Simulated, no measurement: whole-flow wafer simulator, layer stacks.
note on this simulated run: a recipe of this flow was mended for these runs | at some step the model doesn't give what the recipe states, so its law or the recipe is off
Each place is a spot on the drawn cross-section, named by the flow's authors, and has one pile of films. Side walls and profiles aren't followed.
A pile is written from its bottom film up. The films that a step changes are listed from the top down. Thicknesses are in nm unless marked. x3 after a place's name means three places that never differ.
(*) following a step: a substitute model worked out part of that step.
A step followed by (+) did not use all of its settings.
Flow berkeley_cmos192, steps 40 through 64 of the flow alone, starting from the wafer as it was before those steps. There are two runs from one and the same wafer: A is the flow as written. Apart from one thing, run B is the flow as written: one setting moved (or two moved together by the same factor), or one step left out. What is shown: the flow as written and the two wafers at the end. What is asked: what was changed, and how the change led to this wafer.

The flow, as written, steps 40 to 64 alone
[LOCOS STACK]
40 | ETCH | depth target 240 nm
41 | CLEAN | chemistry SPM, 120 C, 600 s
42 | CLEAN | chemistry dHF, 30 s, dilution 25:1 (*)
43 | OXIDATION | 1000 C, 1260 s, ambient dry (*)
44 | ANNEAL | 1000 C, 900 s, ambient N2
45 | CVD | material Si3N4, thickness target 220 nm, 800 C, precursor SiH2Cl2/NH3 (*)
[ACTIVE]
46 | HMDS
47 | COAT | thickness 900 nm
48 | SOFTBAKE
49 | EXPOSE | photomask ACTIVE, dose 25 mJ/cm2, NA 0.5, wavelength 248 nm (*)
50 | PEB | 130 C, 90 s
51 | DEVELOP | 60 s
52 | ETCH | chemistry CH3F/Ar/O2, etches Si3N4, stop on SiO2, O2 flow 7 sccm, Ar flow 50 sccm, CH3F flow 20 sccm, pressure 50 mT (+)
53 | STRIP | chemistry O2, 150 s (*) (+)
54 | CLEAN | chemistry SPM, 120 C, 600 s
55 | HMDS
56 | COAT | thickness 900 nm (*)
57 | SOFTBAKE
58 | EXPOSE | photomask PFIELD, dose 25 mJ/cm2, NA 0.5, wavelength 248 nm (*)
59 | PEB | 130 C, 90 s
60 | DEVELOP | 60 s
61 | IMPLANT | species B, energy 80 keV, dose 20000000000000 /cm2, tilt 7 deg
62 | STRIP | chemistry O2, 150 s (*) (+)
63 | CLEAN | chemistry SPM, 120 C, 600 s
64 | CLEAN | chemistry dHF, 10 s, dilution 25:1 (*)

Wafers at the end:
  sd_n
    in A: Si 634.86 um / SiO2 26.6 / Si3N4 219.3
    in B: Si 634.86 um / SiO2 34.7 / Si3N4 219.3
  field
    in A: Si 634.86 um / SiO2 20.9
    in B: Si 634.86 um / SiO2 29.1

The reason: step 43, OXIDATION: 1031 C was run, though the flow has 1000 C.

Step by step, how the change led to this:
  43 | OXIDATION | 1000 C, 1260 s, ambient dry (*)
      field, sd_n, spacer_n and 6 more: A +26.6 SiO2 (new film), -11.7 Si | B +34.7 SiO2 (new film), -15.3 Si
